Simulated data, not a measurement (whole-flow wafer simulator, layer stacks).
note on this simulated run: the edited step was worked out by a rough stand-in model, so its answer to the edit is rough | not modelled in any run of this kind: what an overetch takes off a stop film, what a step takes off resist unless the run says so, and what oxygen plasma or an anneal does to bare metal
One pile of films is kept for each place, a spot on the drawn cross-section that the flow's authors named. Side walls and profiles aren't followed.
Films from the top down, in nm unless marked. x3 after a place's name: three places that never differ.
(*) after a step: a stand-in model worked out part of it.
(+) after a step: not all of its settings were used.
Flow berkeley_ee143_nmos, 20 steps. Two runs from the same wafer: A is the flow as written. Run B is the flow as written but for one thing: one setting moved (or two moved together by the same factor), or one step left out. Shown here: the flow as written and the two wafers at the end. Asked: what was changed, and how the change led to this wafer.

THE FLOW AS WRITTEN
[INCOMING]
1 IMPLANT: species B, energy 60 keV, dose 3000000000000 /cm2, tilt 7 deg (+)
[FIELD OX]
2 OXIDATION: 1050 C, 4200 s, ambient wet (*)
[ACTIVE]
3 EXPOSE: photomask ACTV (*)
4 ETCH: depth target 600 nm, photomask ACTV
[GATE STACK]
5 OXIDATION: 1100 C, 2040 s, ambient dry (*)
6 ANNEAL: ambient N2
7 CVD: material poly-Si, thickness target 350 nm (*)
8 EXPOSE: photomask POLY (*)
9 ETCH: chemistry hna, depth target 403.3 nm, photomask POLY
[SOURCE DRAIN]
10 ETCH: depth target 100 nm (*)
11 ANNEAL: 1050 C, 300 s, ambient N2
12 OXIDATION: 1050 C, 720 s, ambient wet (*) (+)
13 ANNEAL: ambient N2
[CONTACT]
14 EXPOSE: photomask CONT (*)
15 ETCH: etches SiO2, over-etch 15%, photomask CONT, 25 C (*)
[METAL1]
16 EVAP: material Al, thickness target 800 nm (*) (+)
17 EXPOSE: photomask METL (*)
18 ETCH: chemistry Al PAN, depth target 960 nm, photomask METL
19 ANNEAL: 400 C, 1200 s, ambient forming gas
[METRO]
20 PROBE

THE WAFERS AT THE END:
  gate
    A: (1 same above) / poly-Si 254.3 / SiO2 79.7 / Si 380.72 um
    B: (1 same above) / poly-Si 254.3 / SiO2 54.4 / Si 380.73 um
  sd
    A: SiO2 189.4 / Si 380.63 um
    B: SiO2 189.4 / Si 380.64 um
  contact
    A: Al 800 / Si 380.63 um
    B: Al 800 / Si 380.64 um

The cause: step 5, OXIDATION: 1071 s was run, where the flow has 2040 s.

How the change led to this, step by step:
  5 OXIDATION: 1100 C, 2040 s, ambient dry (*)
      gate, sd, contact: A SiO2 +79.7 (new film), Si -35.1 | B SiO2 +54.4 (new film), Si -23.9
      field: A SiO2 +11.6, Si -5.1 | B SiO2 +6.13, Si -2.7
  10 ETCH: depth target 100 nm (*)
      sd, contact: A SiO2 -79.7 (all of it) | B SiO2 -54.4 (all of it)
